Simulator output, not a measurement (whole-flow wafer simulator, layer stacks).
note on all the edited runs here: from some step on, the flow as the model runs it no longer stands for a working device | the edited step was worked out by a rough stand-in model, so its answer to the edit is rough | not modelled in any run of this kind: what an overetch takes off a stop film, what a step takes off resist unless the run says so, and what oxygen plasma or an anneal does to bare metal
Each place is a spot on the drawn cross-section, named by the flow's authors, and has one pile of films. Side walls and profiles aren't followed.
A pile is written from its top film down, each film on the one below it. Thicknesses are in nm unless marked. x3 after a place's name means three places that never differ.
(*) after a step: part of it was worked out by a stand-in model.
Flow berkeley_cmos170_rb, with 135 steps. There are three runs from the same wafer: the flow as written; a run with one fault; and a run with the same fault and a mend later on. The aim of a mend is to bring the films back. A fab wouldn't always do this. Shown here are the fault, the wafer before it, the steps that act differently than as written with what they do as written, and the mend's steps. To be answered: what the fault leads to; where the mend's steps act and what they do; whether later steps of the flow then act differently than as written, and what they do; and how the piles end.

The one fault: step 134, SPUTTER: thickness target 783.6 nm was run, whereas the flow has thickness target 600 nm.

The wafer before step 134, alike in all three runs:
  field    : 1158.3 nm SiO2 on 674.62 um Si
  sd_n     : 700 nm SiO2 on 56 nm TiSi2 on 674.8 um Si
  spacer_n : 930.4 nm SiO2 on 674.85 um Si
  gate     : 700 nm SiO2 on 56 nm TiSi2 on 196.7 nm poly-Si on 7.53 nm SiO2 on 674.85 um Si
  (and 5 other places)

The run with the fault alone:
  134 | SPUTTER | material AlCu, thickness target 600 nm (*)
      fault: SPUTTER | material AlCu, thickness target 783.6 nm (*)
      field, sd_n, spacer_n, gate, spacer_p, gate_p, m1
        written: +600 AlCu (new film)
        fault: +783.6 AlCu (new film)
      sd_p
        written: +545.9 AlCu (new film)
        fault: +722.2 AlCu (new film)
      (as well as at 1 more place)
  Every later step of the flow that is run acts as written at every place that is followed.
  The piles end different from the flow's at field, sd_n, spacer_n and 6 more by more than 2% or 0.5 nm, whichever is larger.
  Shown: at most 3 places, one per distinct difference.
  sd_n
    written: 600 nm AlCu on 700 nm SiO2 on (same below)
    fault: 783.6 nm AlCu on 700 nm SiO2 on (same below)
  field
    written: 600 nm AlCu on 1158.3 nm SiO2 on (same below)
    fault: 783.6 nm AlCu on 1158.3 nm SiO2 on (same below)
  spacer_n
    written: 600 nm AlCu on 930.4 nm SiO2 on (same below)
    fault: 783.6 nm AlCu on 930.4 nm SiO2 on (same below)

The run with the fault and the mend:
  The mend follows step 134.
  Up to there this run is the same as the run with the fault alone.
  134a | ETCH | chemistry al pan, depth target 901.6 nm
      field, sd_n, spacer_n, gate, spacer_p, gate_p, m1
        -783.6 AlCu (all of it)
      sd_p
        -722.2 AlCu (all of it)
      contact
        -534.2 AlCu (all of it)
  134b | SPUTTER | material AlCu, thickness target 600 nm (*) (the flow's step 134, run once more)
      field, sd_n, spacer_n, gate, spacer_p, gate_p, m1
        +600 AlCu (new film)
      sd_p
        +545.9 AlCu (new film)
      contact
        +415.1 AlCu (new film)
  Every later step of the flow that is run acts as written at every place that is followed.
  The piles end the same as the flow's at every place that both follow.
